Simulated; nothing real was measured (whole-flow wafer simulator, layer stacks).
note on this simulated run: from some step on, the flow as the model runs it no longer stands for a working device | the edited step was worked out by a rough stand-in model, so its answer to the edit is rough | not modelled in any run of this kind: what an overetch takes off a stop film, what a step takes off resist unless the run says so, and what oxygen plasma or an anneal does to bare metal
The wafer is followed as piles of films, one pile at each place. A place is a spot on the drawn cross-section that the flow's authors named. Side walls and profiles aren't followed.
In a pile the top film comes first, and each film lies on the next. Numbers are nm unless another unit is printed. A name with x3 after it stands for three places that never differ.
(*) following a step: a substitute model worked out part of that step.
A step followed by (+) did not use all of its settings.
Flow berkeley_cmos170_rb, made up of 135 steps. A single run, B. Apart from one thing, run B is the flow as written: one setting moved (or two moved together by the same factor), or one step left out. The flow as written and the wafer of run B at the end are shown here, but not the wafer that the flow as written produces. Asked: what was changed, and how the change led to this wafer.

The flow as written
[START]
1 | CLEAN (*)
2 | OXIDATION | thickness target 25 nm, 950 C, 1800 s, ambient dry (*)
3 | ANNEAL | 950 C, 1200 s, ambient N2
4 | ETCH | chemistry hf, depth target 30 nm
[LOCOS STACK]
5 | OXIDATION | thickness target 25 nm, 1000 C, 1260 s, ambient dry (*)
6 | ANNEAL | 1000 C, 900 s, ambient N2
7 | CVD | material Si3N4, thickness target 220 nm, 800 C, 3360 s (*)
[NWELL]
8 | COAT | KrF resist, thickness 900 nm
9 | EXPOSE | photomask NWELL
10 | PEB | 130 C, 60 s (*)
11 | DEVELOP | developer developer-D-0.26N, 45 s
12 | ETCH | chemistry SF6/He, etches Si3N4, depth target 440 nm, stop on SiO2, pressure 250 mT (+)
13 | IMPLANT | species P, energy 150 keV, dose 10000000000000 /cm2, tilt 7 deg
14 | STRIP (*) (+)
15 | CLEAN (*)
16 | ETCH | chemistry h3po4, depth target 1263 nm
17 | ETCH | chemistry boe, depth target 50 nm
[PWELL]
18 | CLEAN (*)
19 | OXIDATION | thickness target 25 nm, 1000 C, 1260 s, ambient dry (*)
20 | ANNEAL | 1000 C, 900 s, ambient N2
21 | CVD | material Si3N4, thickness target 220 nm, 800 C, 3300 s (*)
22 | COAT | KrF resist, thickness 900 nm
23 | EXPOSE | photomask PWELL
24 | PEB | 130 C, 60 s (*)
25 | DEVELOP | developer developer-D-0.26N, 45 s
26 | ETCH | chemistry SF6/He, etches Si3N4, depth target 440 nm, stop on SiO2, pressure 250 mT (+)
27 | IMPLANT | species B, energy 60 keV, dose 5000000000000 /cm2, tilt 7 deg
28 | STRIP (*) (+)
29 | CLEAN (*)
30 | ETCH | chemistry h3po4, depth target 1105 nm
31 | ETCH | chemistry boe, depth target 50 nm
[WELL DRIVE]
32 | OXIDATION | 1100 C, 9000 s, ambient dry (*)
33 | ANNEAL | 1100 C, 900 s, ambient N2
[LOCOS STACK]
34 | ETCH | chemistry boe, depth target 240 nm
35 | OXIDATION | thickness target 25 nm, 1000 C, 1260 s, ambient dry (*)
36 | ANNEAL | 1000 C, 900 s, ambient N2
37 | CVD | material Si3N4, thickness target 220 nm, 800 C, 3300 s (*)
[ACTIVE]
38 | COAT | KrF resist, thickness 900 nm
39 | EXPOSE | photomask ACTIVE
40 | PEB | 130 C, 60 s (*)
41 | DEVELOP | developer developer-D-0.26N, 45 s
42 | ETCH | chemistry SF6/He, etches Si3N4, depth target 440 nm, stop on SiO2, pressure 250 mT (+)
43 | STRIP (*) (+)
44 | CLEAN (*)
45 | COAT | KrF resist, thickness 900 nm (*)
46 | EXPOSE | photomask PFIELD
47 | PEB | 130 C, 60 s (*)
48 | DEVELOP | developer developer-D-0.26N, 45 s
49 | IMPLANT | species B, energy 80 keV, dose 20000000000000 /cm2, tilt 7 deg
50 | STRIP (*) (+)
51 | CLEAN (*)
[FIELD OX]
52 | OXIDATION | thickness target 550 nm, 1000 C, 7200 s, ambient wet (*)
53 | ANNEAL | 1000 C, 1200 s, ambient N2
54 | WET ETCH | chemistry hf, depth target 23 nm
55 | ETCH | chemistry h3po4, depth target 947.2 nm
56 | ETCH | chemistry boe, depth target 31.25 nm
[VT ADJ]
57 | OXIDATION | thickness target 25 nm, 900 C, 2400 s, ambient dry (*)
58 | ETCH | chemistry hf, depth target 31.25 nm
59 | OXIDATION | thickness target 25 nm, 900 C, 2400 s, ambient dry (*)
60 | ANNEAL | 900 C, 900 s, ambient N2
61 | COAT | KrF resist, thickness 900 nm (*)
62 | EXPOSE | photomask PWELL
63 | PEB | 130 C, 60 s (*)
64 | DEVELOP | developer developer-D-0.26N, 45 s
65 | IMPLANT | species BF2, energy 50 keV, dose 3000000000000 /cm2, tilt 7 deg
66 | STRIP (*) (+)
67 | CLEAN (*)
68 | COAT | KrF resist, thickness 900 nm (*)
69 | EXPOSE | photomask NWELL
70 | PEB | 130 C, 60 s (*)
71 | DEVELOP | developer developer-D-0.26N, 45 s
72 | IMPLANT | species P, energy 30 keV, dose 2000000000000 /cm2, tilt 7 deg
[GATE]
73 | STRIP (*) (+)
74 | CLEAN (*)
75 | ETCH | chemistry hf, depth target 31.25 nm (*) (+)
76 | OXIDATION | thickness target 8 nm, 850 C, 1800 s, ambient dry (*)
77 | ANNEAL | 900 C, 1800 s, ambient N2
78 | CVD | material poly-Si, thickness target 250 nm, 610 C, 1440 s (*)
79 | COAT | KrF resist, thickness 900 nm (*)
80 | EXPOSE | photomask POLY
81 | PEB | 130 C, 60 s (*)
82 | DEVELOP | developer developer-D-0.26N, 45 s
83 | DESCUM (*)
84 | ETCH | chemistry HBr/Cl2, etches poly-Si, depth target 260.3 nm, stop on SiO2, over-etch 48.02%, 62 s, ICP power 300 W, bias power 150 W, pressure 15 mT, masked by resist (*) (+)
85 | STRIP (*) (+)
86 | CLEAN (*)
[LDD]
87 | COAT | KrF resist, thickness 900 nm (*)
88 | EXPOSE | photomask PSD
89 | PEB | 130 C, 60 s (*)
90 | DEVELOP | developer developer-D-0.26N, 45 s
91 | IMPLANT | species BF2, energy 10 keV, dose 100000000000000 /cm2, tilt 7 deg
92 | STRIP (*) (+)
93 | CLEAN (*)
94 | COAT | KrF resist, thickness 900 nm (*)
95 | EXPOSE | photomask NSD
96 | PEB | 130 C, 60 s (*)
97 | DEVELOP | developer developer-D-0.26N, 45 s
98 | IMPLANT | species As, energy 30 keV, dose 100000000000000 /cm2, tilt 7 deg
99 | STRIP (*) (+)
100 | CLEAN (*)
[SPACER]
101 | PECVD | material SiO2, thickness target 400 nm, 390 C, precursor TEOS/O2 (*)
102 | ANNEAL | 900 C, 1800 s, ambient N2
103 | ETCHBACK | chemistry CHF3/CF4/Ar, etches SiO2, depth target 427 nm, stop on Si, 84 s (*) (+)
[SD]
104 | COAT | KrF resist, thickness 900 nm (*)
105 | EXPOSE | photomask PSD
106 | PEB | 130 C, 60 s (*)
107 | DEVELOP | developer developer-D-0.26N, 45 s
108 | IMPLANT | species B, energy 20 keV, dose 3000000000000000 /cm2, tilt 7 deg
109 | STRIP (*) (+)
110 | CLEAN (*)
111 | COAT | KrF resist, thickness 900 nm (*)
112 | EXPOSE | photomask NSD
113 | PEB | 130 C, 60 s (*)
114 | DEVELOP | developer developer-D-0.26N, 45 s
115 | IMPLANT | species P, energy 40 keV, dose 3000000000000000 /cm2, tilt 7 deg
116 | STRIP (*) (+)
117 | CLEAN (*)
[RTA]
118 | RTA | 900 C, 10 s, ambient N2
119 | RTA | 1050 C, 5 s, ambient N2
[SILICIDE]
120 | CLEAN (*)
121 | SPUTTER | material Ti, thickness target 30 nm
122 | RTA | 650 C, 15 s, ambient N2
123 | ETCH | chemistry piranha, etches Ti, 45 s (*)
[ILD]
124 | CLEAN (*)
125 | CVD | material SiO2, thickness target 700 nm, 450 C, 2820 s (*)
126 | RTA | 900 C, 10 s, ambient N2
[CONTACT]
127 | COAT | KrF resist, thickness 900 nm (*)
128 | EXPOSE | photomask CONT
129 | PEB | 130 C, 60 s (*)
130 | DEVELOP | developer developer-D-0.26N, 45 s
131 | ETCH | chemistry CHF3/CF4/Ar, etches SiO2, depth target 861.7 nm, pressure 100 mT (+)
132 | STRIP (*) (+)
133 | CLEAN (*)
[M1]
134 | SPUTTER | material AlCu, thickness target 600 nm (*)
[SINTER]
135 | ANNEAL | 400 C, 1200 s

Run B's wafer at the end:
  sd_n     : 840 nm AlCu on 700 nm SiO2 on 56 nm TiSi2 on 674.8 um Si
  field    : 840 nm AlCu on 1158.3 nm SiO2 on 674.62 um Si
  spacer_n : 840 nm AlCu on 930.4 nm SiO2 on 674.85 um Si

The reason: step 134, SPUTTER: thickness target 840 nm was run, while the flow as written has thickness target 600 nm.
One can read it off the wafer: sd_n has AlCu 840, and step 134 as written asks for 600 nm.

Step by step, how the change led to this:
  134 | SPUTTER | material AlCu, thickness target 600 nm (*)
      field, sd_n, spacer_n, gate, spacer_p, gate_p, m1: AlCu gains 840 (new film) (it would be, as written: AlCu gains 600 (new film))
      sd_p: AlCu gains 776.8 (new film) (it would be, as written: AlCu gains 545.9 (new film))
      (and at 1 other place as well)
